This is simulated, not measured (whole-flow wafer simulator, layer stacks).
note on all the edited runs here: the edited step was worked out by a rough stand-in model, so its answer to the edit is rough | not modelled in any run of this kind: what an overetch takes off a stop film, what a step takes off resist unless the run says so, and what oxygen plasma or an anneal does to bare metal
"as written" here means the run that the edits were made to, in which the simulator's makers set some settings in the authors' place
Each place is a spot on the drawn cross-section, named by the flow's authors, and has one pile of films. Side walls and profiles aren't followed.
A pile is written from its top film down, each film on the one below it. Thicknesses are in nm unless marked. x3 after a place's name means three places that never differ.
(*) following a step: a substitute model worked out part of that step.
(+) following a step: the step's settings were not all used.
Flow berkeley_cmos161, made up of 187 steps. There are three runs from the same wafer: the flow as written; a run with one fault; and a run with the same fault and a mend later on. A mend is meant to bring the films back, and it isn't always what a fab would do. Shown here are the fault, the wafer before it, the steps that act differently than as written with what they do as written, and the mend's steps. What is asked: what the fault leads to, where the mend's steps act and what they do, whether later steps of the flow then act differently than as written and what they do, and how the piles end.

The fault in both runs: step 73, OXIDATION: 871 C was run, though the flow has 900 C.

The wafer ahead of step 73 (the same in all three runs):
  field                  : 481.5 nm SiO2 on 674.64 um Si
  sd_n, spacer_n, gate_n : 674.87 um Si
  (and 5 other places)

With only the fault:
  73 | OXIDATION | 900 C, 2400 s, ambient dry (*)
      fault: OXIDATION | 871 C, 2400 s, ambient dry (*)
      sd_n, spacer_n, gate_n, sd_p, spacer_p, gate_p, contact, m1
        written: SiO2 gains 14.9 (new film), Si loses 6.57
        fault: SiO2 gains 11.1 (new film), Si loses 4.9
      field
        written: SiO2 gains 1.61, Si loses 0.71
        fault: SiO2 gains 0.95, Si loses 0.42
  Later steps of the flow acting differently than as written (49 other steps are not shown; they differ only slightly, by no more than 2% or 0.5 nm, whichever is larger):
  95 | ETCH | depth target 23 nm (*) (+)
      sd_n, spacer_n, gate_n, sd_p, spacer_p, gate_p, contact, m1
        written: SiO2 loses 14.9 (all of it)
        fault: SiO2 loses 11.1 (all of it)
  When the end is reached, the piles differ only a little from the flow's at the places that both follow, at most by 2% or 0.5 nm, whichever is larger.

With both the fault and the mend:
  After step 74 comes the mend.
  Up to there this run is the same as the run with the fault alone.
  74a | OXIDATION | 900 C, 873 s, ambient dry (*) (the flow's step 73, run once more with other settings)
      sd_n, spacer_n, gate_n, sd_p, spacer_p, gate_p, contact, m1
        SiO2 gains 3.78, Si loses 1.66
      field
        SiO2 gains 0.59, Si loses 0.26
  Later steps of the flow that are run all act as written at every place that is followed, up to a difference of at most 2% or 0.5 nm, whichever is larger.
  When the end is reached, the piles differ only a little from the flow's at the places that both follow, at most by 2% or 0.5 nm, whichever is larger.
